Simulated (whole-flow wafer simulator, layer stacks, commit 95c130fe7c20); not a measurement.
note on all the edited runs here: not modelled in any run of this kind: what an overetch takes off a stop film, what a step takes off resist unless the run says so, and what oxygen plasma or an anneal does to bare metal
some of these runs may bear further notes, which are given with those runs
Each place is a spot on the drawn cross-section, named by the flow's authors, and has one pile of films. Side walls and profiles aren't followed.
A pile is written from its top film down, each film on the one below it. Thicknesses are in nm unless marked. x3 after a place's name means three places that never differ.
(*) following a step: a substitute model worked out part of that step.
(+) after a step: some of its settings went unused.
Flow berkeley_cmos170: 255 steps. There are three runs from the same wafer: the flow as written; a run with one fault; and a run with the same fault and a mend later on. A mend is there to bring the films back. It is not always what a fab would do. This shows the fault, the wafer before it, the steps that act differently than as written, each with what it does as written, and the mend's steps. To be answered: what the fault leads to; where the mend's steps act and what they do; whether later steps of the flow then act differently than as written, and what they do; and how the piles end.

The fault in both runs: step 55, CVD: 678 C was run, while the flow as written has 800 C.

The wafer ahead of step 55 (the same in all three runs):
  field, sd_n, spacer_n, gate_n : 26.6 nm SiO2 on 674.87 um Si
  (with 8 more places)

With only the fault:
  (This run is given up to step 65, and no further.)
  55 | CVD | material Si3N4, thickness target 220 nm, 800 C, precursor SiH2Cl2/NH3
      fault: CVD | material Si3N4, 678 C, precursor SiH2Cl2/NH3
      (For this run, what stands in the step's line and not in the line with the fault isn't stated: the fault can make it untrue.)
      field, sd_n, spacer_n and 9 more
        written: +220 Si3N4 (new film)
        fault: +27.3 Si3N4 (new film)
  Steps further on in the flow that do not act as written:
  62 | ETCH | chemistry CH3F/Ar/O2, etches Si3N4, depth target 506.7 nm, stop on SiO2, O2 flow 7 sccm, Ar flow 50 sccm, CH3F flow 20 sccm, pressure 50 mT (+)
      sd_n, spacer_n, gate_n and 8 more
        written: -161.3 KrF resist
        fault: -32.9 KrF resist
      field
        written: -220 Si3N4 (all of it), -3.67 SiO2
        fault: -27.3 Si3N4 (all of it), -3.67 SiO2
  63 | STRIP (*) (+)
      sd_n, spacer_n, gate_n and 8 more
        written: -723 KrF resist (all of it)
        fault: -851.5 KrF resist (all of it)
  After step 65, at sd_n, spacer_n, gate_n and 8 more, the piles differ from the flow's by more than 2% or 0.5 nm, whichever is larger.
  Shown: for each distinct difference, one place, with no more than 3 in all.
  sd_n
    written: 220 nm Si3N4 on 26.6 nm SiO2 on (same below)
    fault: 27.3 nm Si3N4 on 26.6 nm SiO2 on (same below)

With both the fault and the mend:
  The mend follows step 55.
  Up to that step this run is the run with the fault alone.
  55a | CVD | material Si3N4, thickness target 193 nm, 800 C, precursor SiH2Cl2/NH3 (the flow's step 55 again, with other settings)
      field, sd_n, spacer_n and 9 more
        +193 Si3N4
  None of the later steps of the flow differs from how it acts as written, at any place that is followed, by more than 2% or 0.5 nm, whichever is larger.
  When the end is reached, the piles differ only a little from the flow's at the places that both follow, at most by 2% or 0.5 nm, whichever is larger.
